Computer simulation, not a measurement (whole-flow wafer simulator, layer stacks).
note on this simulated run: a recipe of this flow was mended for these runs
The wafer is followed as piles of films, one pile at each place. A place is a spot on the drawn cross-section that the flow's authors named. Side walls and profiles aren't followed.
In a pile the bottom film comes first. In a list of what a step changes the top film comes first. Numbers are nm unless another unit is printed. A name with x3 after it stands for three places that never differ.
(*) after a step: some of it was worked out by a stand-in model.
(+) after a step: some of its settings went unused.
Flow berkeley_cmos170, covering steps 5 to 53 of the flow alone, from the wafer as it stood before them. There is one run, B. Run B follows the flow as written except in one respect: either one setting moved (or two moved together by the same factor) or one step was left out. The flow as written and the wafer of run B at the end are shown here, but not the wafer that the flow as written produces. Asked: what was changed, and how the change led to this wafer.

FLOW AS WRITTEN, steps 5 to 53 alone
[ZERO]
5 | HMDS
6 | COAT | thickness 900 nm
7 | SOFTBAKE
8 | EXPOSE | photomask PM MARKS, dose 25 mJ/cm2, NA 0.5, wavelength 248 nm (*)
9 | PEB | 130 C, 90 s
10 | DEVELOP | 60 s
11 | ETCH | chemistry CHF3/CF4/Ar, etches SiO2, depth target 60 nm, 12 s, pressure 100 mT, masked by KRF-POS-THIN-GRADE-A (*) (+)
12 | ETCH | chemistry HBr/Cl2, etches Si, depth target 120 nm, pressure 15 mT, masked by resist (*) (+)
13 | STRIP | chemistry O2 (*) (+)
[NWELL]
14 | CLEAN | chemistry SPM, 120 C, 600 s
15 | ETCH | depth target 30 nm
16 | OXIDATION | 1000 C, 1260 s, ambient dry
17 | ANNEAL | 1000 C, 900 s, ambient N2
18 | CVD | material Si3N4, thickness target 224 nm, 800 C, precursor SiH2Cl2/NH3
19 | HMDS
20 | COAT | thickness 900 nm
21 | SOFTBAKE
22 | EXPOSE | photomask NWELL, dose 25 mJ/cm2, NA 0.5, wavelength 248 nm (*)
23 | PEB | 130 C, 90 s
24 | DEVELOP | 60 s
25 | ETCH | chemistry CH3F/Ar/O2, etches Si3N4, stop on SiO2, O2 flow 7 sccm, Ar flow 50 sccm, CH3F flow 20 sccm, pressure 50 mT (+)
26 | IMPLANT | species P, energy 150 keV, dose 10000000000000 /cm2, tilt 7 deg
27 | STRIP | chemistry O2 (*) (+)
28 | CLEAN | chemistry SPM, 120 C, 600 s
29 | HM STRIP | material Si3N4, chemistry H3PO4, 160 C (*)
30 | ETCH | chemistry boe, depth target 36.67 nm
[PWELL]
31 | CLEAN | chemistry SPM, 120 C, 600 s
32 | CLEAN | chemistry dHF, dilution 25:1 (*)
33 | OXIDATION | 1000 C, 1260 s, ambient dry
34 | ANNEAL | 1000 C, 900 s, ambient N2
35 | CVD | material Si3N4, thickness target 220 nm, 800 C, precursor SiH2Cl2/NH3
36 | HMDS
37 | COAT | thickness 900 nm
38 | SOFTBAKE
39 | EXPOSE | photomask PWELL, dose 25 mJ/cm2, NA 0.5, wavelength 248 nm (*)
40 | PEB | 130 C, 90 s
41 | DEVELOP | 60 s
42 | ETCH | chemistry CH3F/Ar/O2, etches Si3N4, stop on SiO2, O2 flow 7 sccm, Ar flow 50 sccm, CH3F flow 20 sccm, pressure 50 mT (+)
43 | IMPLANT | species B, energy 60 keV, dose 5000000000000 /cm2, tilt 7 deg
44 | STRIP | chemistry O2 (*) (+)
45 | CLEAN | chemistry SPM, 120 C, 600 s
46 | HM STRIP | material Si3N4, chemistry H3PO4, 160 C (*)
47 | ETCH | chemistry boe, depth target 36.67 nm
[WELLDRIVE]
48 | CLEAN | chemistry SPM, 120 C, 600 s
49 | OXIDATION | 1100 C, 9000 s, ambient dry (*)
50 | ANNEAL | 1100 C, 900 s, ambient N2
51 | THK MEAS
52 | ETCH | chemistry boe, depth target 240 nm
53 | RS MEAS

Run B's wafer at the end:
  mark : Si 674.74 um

What caused this: step 12, ETCH: depth target 137 nm was run, whereas the flow has depth target 120 nm.

The path from the change to this, step by step:
  12 | ETCH | chemistry HBr/Cl2, etches Si, depth target 120 nm, pressure 15 mT, masked by resist (*) (+)
      field x9, sd_p x3: KrF-resist loses 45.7 (in the flow as written it would be: KrF-resist loses 40)
      mark: Si loses 137 (in the flow as written it would be: Si loses 120)
